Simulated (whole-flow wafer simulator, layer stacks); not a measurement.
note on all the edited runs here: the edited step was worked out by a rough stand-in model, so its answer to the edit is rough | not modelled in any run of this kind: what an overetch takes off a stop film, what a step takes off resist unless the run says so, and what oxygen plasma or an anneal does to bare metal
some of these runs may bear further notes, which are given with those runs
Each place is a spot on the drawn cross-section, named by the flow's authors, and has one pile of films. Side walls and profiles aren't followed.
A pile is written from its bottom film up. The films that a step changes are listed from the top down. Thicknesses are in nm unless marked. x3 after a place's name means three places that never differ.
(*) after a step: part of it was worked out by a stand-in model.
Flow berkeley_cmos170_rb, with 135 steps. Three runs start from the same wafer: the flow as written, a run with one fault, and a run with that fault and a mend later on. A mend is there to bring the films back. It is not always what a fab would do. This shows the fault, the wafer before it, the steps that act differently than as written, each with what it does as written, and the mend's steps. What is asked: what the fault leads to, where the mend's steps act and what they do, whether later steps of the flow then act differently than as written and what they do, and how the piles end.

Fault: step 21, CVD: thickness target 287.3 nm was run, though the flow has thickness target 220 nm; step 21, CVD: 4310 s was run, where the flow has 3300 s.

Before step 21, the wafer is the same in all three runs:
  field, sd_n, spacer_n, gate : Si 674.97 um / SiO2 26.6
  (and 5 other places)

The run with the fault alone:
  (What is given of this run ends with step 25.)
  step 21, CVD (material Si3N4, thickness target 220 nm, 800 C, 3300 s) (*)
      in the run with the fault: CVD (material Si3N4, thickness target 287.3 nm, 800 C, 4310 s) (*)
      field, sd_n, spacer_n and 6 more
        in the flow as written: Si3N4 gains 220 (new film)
        in the run with the fault: Si3N4 gains 287.3 (new film)
  Later steps of the flow up to step 25 that are run all act as written at every place that is followed.
  After step 25, at field, sd_n, spacer_n and 6 more, the piles differ from the flow's by more than 2% or 0.5 nm, whichever is larger.
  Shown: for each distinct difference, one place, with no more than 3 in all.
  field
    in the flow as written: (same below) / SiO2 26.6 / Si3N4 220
    in the run with the fault: (same below) / SiO2 26.6 / Si3N4 287.3
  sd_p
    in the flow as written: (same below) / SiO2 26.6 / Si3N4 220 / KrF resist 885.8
    in the run with the fault: (same below) / SiO2 26.6 / Si3N4 287.3 / KrF resist 885.8

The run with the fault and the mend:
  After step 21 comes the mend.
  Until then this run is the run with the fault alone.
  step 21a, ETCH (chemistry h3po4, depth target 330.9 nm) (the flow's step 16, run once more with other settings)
      field, sd_n, spacer_n and 6 more
        Si3N4 loses 287.3 (all of it)
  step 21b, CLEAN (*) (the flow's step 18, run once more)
      leaves every film unchanged at each place that is followed
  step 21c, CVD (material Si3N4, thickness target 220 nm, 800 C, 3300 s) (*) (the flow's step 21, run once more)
      field, sd_n, spacer_n and 6 more
        Si3N4 gains 220 (new film)
  Later steps of the flow that are run all act as written at every place that is followed.
  At every place that both follow, the piles at the end match the flow's.
